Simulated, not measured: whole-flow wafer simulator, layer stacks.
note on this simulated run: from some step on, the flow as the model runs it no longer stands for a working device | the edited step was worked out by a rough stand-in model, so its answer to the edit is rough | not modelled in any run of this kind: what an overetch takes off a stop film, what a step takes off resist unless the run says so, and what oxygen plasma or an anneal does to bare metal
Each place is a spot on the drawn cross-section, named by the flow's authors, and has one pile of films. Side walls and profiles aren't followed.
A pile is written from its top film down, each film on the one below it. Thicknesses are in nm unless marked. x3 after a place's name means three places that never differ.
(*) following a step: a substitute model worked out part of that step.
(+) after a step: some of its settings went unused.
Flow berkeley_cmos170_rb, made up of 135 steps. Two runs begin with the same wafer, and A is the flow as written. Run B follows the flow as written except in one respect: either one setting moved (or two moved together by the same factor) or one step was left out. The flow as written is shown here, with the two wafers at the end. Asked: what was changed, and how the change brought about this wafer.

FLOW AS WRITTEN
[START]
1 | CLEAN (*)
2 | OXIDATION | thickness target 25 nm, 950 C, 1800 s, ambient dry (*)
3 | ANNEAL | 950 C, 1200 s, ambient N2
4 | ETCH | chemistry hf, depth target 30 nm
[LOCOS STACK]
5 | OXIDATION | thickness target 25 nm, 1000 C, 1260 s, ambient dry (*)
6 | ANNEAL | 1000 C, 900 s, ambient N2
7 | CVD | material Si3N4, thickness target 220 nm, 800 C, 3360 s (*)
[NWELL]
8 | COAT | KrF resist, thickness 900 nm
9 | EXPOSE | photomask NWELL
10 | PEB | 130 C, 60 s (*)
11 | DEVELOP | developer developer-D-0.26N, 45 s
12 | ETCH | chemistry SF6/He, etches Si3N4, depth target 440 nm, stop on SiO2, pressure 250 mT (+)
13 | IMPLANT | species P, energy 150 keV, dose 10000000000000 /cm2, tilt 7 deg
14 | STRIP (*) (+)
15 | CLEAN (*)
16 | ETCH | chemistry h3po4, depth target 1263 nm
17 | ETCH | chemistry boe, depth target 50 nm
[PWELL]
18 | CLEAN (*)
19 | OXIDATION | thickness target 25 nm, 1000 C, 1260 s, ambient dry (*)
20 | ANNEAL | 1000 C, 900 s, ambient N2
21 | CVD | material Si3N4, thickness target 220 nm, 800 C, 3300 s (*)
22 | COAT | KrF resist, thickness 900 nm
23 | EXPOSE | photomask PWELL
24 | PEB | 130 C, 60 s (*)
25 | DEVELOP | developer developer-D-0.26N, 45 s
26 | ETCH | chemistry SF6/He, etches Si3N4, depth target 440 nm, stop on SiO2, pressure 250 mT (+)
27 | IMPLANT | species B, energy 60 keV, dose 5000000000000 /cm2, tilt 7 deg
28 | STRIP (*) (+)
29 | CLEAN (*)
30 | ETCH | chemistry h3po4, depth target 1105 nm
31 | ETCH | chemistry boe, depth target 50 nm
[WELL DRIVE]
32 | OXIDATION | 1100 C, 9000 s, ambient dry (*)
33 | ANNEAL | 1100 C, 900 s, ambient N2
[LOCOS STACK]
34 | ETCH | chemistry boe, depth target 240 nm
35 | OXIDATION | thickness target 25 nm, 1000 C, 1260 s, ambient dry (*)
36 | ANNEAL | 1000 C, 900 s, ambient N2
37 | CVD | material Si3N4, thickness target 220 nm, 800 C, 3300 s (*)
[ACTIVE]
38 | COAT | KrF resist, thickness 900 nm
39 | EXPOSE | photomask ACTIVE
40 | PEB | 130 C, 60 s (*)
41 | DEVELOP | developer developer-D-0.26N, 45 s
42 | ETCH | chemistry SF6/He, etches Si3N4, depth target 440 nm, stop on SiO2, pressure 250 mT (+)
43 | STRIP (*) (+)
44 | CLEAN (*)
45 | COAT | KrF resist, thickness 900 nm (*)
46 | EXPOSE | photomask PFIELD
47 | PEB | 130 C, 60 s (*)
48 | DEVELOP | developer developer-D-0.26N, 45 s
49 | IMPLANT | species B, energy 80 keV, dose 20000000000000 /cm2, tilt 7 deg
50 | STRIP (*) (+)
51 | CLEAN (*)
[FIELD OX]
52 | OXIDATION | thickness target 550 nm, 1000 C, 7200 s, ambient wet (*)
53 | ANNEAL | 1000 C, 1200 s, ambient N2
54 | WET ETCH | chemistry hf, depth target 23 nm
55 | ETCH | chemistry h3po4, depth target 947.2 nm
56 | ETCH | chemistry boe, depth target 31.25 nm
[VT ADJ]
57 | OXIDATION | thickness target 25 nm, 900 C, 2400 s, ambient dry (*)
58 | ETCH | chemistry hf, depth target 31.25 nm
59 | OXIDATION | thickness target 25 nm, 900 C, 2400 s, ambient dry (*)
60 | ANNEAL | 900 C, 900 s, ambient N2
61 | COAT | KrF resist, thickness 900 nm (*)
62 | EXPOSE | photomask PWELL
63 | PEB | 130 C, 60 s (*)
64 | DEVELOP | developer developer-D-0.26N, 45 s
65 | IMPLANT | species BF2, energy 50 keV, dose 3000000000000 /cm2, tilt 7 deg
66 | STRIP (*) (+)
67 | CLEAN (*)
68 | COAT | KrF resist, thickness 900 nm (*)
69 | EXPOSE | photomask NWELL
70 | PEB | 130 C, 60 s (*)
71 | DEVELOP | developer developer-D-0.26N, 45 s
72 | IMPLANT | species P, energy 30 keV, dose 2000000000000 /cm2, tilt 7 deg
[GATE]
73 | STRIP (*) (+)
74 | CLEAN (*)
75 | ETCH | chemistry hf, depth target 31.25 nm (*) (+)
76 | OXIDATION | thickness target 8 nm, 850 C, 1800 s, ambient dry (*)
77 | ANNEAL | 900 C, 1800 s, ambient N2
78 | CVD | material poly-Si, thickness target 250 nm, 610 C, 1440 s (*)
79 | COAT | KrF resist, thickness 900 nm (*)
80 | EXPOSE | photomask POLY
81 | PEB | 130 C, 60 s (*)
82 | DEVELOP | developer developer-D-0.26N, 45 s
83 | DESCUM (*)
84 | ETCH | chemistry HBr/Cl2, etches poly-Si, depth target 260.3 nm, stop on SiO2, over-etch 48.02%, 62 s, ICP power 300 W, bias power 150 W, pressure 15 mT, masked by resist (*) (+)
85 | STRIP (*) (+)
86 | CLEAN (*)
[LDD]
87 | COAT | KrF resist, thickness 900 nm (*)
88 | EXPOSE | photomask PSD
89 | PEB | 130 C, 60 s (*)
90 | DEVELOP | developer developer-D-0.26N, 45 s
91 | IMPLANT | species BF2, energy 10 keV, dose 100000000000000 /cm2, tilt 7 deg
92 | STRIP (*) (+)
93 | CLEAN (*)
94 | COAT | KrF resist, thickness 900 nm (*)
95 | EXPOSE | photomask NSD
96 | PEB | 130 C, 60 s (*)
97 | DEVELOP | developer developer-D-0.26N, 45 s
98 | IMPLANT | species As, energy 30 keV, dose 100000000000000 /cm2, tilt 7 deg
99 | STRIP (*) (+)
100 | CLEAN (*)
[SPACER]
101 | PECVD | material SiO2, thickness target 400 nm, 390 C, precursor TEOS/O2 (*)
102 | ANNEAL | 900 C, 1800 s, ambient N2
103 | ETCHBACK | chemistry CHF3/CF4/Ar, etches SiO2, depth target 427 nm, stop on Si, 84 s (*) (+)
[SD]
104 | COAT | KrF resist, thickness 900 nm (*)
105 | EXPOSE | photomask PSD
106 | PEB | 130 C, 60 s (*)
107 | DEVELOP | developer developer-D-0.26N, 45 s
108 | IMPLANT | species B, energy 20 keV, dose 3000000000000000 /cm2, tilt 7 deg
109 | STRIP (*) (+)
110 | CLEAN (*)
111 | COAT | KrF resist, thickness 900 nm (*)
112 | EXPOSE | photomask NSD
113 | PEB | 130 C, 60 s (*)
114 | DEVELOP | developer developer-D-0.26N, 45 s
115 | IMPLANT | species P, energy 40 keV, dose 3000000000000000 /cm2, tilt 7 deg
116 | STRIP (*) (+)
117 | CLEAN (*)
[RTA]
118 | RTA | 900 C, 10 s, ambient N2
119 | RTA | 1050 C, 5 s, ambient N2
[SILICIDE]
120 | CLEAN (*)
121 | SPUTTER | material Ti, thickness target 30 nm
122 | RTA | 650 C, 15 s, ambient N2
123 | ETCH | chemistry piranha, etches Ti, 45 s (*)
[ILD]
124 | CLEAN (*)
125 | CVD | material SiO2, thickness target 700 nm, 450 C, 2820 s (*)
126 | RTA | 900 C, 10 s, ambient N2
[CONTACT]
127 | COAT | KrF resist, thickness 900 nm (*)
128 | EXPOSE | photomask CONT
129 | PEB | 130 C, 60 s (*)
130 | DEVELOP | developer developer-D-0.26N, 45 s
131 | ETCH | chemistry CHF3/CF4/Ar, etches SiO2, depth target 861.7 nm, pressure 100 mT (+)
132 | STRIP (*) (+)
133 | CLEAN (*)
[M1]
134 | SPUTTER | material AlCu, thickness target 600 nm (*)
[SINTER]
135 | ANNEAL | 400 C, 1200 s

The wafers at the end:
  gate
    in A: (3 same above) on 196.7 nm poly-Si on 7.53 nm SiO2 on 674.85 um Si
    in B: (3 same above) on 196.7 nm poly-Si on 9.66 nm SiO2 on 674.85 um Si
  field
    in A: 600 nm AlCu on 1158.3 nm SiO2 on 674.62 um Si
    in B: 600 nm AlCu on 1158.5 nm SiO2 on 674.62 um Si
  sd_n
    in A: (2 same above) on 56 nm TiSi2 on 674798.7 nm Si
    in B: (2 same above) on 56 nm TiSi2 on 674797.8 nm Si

What caused this: step 76, OXIDATION: 2700 s was run, though the flow has 1800 s.

The path from the change to this, step by step:
  76 | OXIDATION | thickness target 8 nm, 850 C, 1800 s, ambient dry (*)
      sd_n, spacer_n, gate, sd_p, spacer_p, gate_p, contact, m1: A SiO2 gains 7.53 (new film), Si loses 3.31 | B SiO2 gains 9.66 (new film), Si loses 4.25
